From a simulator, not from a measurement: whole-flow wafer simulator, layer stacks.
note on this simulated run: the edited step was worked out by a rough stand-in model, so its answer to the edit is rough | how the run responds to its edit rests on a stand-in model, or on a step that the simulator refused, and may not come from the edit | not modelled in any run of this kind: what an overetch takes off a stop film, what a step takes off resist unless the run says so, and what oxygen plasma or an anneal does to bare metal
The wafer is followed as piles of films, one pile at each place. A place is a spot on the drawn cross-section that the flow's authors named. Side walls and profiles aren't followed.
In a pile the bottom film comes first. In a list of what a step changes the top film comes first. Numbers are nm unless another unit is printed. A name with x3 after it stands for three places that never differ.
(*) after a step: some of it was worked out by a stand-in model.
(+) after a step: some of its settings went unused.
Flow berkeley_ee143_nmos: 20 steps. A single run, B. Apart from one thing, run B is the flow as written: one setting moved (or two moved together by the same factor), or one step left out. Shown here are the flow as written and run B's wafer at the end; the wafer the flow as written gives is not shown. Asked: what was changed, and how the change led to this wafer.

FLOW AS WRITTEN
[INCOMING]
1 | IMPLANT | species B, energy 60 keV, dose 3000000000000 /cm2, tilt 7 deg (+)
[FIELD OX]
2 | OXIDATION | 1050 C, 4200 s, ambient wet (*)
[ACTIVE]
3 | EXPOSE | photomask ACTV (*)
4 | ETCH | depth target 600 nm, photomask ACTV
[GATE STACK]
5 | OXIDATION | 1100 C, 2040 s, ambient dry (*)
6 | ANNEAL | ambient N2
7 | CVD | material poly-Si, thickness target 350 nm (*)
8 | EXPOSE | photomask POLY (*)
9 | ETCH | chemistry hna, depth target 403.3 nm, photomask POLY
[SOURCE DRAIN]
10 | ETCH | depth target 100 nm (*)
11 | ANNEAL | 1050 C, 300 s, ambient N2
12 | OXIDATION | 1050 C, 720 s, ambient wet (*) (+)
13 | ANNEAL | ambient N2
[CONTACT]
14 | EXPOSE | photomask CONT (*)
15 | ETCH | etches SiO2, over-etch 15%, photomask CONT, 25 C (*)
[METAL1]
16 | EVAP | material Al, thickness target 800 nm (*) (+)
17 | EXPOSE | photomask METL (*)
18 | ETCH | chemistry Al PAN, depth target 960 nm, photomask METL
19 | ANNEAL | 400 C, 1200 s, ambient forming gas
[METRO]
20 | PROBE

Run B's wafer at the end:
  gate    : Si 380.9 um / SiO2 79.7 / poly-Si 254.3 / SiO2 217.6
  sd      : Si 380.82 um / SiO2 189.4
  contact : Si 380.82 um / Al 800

The reason: step 2, OXIDATION: 892 C was run, while the flow as written has 1050 C.

How this came from the change, step by step:
  2 | OXIDATION | 1050 C, 4200 s, ambient wet (*)
      gate, sd, contact, field: +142 SiO2 (new film), -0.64 chemical SiO2 (all of it), -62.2 Si (as written it would have been: +566.4 SiO2 (new film), -0.64 chemical SiO2 (all of it), -248.9 Si)
  4 | ETCH | depth target 600 nm, photomask ACTV
      gate, sd, contact: -142 SiO2 (all of it) (as written it would have been: -566.4 SiO2 (all of it))
  5 | OXIDATION | 1100 C, 2040 s, ambient dry (*)
      field: +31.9 SiO2, -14 Si (as written it would have been: +11.6 SiO2, -5.1 Si)
  12 | OXIDATION | 1050 C, 720 s, ambient wet (*) (+)
      field: +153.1 SiO2, -67.4 Si (as written it would have been: +69.1 SiO2, -30.4 Si)
